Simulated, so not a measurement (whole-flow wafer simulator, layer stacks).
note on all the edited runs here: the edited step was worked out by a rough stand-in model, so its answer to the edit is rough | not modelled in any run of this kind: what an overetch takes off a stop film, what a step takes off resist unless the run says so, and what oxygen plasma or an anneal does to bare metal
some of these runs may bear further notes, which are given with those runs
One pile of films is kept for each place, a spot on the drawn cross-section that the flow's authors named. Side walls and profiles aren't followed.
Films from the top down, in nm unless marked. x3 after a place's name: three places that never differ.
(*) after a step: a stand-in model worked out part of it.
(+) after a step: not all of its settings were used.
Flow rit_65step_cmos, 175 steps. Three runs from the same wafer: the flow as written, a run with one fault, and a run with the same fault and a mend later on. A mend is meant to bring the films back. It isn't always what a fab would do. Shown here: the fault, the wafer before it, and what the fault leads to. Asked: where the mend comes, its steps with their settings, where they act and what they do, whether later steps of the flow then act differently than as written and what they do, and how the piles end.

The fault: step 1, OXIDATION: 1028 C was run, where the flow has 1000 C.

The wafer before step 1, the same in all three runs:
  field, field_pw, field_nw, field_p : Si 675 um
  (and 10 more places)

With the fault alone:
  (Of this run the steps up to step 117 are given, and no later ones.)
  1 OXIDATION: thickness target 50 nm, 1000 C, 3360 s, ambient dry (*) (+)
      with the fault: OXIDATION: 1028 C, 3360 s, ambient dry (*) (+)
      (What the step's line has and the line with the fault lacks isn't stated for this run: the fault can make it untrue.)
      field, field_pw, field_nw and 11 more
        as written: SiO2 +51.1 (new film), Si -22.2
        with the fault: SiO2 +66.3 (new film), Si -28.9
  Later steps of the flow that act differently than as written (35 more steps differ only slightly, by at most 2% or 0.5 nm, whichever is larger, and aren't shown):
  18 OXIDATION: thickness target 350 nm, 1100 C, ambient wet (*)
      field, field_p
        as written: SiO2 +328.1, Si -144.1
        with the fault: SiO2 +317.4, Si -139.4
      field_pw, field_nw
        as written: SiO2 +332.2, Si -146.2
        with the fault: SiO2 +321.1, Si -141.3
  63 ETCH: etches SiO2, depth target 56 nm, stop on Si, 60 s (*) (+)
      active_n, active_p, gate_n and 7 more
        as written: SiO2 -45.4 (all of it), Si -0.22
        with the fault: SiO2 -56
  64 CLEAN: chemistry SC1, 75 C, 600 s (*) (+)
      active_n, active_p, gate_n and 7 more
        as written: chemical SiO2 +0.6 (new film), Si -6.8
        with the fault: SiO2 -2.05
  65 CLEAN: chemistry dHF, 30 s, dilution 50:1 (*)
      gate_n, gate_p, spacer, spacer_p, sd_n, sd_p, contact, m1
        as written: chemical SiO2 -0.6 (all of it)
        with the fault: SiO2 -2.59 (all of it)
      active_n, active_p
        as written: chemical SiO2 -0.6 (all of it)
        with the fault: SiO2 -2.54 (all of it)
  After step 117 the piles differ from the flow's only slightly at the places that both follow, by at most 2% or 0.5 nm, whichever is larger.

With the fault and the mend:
  The mend comes after step 2.
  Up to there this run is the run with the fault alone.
  2a ETCH: depth target 76 nm, 21.5 C, 85 s
      field, field_pw, field_nw and 11 more
        SiO2 -66.3 (all of it)
  2b CLEAN: chemistry SC2, 75 C, 600 s
      field, field_pw, field_nw and 11 more
        chemical SiO2 +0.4 (new film), Si -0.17
  2c OXIDATION: 1000 C, 3360 s, ambient dry (*) (the flow's step 1 once more, with other settings)
      field, field_pw, field_nw and 11 more
        SiO2 +51 (new film), chemical SiO2 -0.4 (all of it), Si -22.3
  Later steps of the flow that act differently than as written (17 more steps differ only slightly, by at most 2% or 0.5 nm, whichever is larger, and aren't shown):
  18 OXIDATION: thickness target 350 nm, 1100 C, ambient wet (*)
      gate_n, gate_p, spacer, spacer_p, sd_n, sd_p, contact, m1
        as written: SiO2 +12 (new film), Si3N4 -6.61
        with the mend: SiO2 +12 (new film), Si3N4 -6.61, SiO2 +0.03
  At the end the piles differ from the flow's only slightly at the places that both follow, by at most 2% or 0.5 nm, whichever is larger.
